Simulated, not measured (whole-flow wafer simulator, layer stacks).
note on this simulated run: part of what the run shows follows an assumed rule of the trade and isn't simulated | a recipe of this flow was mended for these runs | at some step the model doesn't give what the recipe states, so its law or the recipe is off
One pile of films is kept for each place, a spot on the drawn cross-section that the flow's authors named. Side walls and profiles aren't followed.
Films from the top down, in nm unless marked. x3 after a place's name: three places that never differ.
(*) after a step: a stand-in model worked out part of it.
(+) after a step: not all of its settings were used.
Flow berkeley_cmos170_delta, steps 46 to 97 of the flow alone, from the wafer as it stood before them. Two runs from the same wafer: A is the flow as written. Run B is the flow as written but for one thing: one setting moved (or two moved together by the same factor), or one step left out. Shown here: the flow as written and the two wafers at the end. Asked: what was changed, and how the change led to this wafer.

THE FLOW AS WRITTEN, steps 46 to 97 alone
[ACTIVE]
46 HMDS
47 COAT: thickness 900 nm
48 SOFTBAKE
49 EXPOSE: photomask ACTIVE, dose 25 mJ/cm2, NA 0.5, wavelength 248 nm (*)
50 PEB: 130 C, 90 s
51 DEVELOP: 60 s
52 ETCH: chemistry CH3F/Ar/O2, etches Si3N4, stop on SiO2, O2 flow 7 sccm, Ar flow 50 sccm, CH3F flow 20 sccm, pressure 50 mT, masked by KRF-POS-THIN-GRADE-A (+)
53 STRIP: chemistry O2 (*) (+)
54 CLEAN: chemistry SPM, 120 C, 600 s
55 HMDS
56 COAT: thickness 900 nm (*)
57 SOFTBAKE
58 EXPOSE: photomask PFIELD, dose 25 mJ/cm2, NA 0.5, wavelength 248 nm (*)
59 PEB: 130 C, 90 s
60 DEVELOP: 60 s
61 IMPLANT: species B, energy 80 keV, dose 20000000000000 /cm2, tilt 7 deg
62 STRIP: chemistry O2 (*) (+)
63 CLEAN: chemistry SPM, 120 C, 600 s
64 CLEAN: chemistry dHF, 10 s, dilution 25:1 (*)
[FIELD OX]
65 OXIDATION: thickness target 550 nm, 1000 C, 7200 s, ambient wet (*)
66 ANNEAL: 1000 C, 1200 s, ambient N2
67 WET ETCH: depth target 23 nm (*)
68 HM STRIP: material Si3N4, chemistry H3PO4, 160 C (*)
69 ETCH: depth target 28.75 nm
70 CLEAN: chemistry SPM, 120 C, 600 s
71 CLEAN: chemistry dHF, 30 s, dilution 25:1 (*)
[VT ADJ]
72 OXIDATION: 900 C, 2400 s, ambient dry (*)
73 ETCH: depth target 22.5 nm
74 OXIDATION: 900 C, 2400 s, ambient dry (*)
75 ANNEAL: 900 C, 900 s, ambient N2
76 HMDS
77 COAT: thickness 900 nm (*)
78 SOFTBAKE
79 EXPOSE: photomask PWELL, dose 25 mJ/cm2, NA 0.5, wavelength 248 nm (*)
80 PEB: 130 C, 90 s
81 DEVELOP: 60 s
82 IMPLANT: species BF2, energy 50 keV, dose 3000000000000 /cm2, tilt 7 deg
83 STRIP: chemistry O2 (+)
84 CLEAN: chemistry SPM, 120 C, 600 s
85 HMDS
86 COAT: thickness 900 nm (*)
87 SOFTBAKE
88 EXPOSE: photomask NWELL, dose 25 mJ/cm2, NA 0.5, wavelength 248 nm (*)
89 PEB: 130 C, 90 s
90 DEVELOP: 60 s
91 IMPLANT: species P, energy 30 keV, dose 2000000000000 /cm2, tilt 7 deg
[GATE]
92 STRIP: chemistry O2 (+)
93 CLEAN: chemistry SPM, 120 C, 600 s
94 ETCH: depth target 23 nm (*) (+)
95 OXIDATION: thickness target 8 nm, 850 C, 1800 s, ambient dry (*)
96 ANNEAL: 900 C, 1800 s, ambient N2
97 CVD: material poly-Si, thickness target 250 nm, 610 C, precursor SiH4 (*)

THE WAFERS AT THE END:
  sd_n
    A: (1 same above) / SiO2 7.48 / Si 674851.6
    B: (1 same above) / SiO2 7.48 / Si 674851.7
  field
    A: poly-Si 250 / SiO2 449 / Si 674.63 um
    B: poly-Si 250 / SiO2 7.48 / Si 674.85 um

The cause: step 52, ETCH: chemistry CH3F/Ar/O2, etches Si3N4, stop on SiO2, O2 flow 7 sccm, Ar flow 50 sccm, CH3F flow 20 sccm, pressure 50 mT, masked by KRF-POS-THIN-GRADE-A (+), was left out.

How the change led to this, step by step:
  53 STRIP: chemistry O2 (*) (+)
      sd_n, spacer_n, gate, sd_p, spacer_p, gate_p, contact, m1: A KrF-resist -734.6 (all of it) | B KrF-resist -883.1 (all of it)
  56 COAT: thickness 900 nm (*)
      field: A KrF-resist +956.4 (new film) | B KrF-resist +900 (new film)
      sd_n: A KrF-resist +794.3 (new film) | B KrF-resist +900 (new film)
      (and at 7 more places)
  60 DEVELOP: 60 s
      field: A KrF-resist -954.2 (all of it) | B KrF-resist -898 (all of it)
  62 STRIP: chemistry O2 (*) (+)
      sd_n: A KrF-resist -777.7 (all of it) | B KrF-resist -883.1 (all of it)
      spacer_n: A KrF-resist -807.8 (all of it) | B KrF-resist -883.1 (all of it)
      (and at 6 more places)
  64 CLEAN: chemistry dHF, 10 s, dilution 25:1 (*)
      field: A SiO2 -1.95 | B Si3N4 -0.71
  65 OXIDATION: thickness target 550 nm, 1000 C, 7200 s, ambient wet (*)
      sd_n, sd_p: A SiO2 +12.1 (new film), Si3N4 -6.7, SiO2 +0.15, Si -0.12 | B SiO2 +12.1 (new film), Si3N4 -6.7
      field: A SiO2 +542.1, Si -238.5 | B SiO2 +12.1 (new film), Si3N4 -6.7
  67 WET ETCH: depth target 23 nm (*)
      field: A SiO2 -23 | B SiO2 -12.1 (all of it), Si3N4 -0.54
  68 HM STRIP: material Si3N4, chemistry H3PO4, 160 C (*)
      field: A SiO2 -15.1 | B Si3N4 -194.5 (all of it), SiO2 -9.05
  69 ETCH: depth target 28.75 nm
      field: A SiO2 -28.8 | B SiO2 -17.5 (all of it)
  70 CLEAN: chemistry SPM, 120 C, 600 s
      field: A nothing | B chemical SiO2 +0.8 (new film), Si -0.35
  71 CLEAN: chemistry dHF, 30 s, dilution 25:1 (*)
      field: A SiO2 -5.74 | B chemical SiO2 -0.8 (all of it)
  72 OXIDATION: 900 C, 2400 s, ambient dry (*)
      field: A SiO2 +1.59, Si -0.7 | B SiO2 +14.9 (new film), Si -6.57
  73 ETCH: depth target 22.5 nm
      field: A SiO2 -22.5 | B SiO2 -14.9 (all of it)
  74 OXIDATION: 900 C, 2400 s, ambient dry (*)
      field: A SiO2 +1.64, Si -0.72 | B SiO2 +14.9 (new film), Si -6.57
  77 COAT: thickness 900 nm (*)
      field: A KrF-resist +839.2 (new film) | B KrF-resist +900 (new film)
      sd_n: A KrF-resist +1019.4 (new film) | B KrF-resist +900 (new film)
      (and at 7 more places)
  81 DEVELOP: 60 s
      field: A KrF-resist -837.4 (all of it) | B KrF-resist -898 (all of it)
      sd_n: A KrF-resist -1017.1 (all of it) | B KrF-resist -898 (all of it)
      (and at 4 more places)
  ... 5 more steps ...
  95 OXIDATION: thickness target 8 nm, 850 C, 1800 s, ambient dry (*)
      field: A SiO2 +0.5, Si -0.22 | B SiO2 +7.48 (new film), Si -3.29
